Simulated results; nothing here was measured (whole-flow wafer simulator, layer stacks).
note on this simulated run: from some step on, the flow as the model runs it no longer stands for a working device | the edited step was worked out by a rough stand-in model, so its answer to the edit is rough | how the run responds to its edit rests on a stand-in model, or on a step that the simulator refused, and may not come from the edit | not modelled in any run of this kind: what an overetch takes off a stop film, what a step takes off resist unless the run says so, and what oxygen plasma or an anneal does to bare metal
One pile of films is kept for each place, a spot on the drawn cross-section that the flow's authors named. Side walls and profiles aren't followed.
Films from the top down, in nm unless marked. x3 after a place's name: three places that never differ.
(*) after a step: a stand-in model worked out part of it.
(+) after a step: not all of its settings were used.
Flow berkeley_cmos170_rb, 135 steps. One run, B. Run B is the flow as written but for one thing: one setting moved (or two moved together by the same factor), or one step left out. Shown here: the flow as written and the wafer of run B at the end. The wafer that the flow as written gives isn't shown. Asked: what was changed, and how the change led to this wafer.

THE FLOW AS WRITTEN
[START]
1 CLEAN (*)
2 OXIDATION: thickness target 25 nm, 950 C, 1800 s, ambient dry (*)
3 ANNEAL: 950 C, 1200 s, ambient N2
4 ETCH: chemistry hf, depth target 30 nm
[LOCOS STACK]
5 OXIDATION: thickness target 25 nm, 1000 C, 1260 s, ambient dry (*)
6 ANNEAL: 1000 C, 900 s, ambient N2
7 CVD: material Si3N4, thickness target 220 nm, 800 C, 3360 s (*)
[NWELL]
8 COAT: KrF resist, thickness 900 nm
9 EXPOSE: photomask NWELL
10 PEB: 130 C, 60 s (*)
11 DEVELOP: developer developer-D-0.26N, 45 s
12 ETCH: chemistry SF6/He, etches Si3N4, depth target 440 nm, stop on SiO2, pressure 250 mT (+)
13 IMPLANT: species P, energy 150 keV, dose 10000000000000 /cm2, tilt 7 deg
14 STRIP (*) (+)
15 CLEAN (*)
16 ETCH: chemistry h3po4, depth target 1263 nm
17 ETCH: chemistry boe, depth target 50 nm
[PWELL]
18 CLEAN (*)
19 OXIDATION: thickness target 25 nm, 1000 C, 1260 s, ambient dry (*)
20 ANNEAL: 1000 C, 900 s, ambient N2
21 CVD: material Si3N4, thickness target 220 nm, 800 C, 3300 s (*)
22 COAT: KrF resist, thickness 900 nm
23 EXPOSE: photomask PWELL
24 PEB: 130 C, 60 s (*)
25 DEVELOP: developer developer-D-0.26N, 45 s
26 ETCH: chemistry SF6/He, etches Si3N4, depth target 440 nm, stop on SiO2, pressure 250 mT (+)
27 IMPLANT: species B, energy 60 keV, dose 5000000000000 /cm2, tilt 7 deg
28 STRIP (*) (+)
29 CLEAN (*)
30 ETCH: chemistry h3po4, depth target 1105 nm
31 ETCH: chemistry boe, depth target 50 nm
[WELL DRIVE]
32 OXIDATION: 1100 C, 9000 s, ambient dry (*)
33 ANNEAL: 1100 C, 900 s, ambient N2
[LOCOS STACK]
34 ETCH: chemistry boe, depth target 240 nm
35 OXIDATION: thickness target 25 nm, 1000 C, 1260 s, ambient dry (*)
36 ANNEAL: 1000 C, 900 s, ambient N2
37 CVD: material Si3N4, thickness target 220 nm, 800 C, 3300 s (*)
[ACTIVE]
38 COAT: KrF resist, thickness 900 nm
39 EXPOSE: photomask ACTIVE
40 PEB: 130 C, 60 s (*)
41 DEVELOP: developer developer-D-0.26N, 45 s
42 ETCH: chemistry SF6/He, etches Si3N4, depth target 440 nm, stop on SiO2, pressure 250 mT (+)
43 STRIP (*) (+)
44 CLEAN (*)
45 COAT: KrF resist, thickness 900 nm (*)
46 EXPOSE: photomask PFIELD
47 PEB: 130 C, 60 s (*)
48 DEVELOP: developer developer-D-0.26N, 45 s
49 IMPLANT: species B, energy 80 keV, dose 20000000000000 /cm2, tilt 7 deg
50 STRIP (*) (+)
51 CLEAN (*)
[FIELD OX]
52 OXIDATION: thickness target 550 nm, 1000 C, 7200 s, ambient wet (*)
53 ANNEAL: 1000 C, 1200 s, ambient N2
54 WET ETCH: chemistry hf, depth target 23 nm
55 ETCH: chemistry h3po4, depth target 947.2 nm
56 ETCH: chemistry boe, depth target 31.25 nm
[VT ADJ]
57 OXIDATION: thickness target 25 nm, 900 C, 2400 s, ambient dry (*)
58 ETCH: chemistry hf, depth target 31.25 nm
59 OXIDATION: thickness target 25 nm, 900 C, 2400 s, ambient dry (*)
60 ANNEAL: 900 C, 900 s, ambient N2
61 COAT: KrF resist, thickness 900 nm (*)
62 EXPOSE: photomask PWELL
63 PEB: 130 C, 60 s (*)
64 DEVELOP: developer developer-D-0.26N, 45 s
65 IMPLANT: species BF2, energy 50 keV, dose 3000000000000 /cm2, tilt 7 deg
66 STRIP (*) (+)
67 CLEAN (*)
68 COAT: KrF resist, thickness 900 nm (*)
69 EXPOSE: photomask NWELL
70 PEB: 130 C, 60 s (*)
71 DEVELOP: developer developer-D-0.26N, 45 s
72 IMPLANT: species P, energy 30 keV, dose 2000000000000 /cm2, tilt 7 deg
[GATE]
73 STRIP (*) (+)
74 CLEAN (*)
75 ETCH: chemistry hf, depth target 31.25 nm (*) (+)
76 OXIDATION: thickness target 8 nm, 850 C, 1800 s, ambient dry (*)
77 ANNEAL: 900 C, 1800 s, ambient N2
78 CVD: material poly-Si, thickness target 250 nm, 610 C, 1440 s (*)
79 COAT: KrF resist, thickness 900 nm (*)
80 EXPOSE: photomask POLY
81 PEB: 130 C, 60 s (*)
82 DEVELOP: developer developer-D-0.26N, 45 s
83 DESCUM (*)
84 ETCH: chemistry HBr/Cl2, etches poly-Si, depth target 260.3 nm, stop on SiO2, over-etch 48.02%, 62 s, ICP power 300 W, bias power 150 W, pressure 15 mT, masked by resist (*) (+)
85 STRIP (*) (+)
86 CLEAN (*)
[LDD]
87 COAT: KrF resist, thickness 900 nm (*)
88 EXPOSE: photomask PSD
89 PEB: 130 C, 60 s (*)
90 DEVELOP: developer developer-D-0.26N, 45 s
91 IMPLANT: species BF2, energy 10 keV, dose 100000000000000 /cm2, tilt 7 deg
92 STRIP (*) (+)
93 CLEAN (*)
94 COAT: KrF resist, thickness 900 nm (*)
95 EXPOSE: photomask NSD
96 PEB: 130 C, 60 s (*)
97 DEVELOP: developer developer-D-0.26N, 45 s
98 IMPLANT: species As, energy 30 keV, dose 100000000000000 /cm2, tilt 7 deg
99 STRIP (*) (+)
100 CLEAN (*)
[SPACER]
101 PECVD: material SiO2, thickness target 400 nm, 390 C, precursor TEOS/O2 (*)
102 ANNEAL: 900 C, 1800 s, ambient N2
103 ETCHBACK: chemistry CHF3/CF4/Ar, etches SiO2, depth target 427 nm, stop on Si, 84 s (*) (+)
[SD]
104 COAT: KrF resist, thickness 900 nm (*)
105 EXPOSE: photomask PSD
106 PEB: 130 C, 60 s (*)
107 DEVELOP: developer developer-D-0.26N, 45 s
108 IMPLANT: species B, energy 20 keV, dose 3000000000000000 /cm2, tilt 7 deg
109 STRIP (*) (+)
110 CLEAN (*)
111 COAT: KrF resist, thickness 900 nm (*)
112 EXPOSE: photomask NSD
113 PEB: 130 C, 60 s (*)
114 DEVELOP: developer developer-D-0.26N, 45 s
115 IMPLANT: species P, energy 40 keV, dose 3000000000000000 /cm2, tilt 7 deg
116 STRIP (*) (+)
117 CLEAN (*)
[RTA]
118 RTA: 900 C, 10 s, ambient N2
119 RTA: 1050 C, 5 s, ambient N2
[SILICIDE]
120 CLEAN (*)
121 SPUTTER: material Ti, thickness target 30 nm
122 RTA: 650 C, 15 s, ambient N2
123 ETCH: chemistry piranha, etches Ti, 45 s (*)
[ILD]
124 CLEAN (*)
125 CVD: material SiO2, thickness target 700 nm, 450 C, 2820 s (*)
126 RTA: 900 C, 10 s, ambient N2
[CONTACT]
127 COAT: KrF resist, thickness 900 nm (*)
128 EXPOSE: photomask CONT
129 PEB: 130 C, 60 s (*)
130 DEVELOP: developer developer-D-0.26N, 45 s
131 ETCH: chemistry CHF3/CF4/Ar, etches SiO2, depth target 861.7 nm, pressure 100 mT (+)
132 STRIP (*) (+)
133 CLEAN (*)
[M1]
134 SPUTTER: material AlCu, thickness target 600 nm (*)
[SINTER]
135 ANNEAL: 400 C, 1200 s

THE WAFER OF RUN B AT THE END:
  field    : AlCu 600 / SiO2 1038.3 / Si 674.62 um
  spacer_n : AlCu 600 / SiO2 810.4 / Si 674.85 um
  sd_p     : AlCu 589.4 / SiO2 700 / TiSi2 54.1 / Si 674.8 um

The cause: step 101, PECVD: thickness target 280 nm was run, where the flow has thickness target 400 nm.

How the change led to this, step by step:
  101 PECVD: material SiO2, thickness target 400 nm, 390 C, precursor TEOS/O2 (*)
      field, sd_n, contact, m1: SiO2 +280 (as written it would be: SiO2 +400)
      gate, gate_p: SiO2 +280 (new film) (as written it would be: SiO2 +400 (new film))
      (and at 3 more places)
  103 ETCHBACK: chemistry CHF3/CF4/Ar, etches SiO2, depth target 427 nm, stop on Si, 84 s (*) (+)
      sd_n, contact, m1: SiO2 -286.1 (all of it) (as written it would be: SiO2 -406.1 (all of it))
      spacer_n, spacer_p: SiO2 -163.7 (as written it would be: SiO2 -157.9)
      (and at 3 more places)
  104 COAT: KrF resist, thickness 900 nm (*)
      field: KrF resist +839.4 (new film) (as written it would be: KrF resist +769.1 (new film))
      sd_n: KrF resist +936.1 (new film) (as written it would be: KrF resist +982.1 (new film))
      (and at 7 more places)
  107 DEVELOP: developer developer-D-0.26N, 45 s
      sd_p: KrF resist -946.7 (all of it) (as written it would be: KrF resist -990.7 (all of it))
      spacer_p: KrF resist -848.4 (all of it) (as written it would be: KrF resist -767.7 (all of it))
      (and at 1 more place)
  109 STRIP (*) (+)
      field: KrF resist -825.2 (all of it) (as written it would be: KrF resist -754.9 (all of it))
      sd_n: KrF resist -921.9 (all of it) (as written it would be: KrF resist -967.9 (all of it))
      (and at 4 more places)
  111 COAT: KrF resist, thickness 900 nm (*)
      field: KrF resist +839.4 (new film) (as written it would be: KrF resist +769.1 (new film))
      sd_n: KrF resist +936.1 (new film) (as written it would be: KrF resist +982.1 (new film))
      (and at 7 more places)
  114 DEVELOP: developer developer-D-0.26N, 45 s
      sd_n: KrF resist -936.1 (all of it) (as written it would be: KrF resist -982.1 (all of it))
      spacer_n: KrF resist -847.9 (all of it) (as written it would be: KrF resist -766.3 (all of it))
      (and at 2 more places)
  116 STRIP (*) (+)
      field: KrF resist -825.2 (all of it) (as written it would be: KrF resist -754.9 (all of it))
      sd_p: KrF resist -932.5 (all of it) (as written it would be: KrF resist -976.5 (all of it))
      (and at 3 more places)
  121 SPUTTER: material Ti, thickness target 30 nm
      sd_p: Ti +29 (new film) (as written it would be: Ti +27.1 (new film))
  122 RTA: 650 C, 15 s, ambient N2
      sd_p: Ti -22.6, TiSi first +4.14 (new film), TiSi2 C49 +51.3 (new film), Si -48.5 (as written it would be: Ti -21.1, TiSi first +0.61 (new film), TiSi2 C49 +52.9 (new film), Si -47.6)
  126 RTA: 900 C, 10 s, ambient N2
      sd_p: under 1 film: TiSi2 +54.1 (new film), TiSi first -4.14 (all of it), TiSi2 C49 -51.3 (all of it), Si -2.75 (as written it would be: under 1 film: TiSi2 +50.7 (new film), TiSi first -0.61 (all of it), TiSi2 C49 -52.9 (all of it), Si -0.41)
  127 COAT: KrF resist, thickness 900 nm (*)
      field: KrF resist +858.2 (new film) (as written it would be: KrF resist +804.9 (new film))
      sd_n: KrF resist +949.3 (new film) (as written it would be: KrF resist +1010 (new film))
      (and at 7 more places)
  130 DEVELOP: developer developer-D-0.26N, 45 s
      contact: KrF resist -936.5 (all of it) (as written it would be: KrF resist -979.7 (all of it))
  132 STRIP (*) (+)
      field: KrF resist -628.6 (all of it) (as written it would be: KrF resist -575.3 (all of it))
      sd_n: KrF resist -719.7 (all of it) (as written it would be: KrF resist -780.4 (all of it))
      (and at 6 more places)
  134 SPUTTER: material AlCu, thickness target 600 nm (*)
      sd_p: AlCu +589.4 (new film) (as written it would be: AlCu +545.9 (new film))
